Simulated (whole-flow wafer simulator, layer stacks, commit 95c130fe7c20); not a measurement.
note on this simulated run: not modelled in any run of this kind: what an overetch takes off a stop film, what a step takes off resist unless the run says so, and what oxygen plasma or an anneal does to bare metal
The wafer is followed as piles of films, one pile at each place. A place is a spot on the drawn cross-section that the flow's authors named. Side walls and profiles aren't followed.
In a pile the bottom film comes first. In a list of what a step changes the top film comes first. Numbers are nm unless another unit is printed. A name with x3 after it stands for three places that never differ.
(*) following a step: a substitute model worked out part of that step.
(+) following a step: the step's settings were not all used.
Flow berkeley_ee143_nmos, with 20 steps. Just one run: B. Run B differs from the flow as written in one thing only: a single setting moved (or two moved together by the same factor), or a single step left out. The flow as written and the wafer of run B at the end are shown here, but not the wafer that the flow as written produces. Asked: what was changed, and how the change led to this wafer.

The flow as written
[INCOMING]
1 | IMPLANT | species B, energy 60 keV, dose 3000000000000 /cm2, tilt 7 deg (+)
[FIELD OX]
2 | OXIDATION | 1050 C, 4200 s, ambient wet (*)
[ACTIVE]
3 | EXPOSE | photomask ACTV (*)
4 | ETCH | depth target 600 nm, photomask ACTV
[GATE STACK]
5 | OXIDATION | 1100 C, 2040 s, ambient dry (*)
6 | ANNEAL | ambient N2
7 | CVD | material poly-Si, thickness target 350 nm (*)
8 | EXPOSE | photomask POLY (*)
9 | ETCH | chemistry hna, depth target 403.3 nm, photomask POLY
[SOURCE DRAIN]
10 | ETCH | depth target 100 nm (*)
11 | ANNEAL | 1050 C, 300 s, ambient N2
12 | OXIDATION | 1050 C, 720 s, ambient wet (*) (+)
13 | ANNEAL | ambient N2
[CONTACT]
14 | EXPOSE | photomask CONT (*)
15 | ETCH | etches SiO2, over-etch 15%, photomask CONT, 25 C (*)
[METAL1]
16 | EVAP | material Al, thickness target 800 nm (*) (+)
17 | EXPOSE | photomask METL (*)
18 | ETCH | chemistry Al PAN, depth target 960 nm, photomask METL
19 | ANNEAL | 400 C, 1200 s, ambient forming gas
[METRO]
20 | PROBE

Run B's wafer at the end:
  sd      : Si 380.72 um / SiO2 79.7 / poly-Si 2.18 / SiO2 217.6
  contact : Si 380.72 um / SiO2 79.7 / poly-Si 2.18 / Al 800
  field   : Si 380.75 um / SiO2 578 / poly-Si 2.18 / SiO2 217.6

What caused this: step 9, ETCH: depth target 252.1 nm was run, though the flow has depth target 403.3 nm.

How this came from the change, step by step:
  9 | ETCH | chemistry hna, depth target 403.3 nm, photomask POLY
      sd, contact, field: poly-Si loses 252.1 (in the flow as written it would be: poly-Si loses 350 (all of it))
  10 | ETCH | depth target 100 nm (*)
      sd, contact: nothing (in the flow as written it would be: SiO2 loses 79.7 (all of it))
      field: nothing (in the flow as written it would be: SiO2 loses 100)
  12 | OXIDATION | 1050 C, 720 s, ambient wet (*) (+)
      sd, contact: SiO2 gains 217.6 (new film), poly-Si loses 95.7 (in the flow as written it would be: SiO2 gains 189.4 (new film), Si loses 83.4)
      field: SiO2 gains 217.6 (new film), poly-Si loses 95.7 (in the flow as written it would be: SiO2 gains 69.1, Si loses 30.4)
  15 | ETCH | etches SiO2, over-etch 15%, photomask CONT, 25 C (*)
      contact: SiO2 loses 217.6 (all of it) (in the flow as written it would be: SiO2 loses 189.4 (all of it))
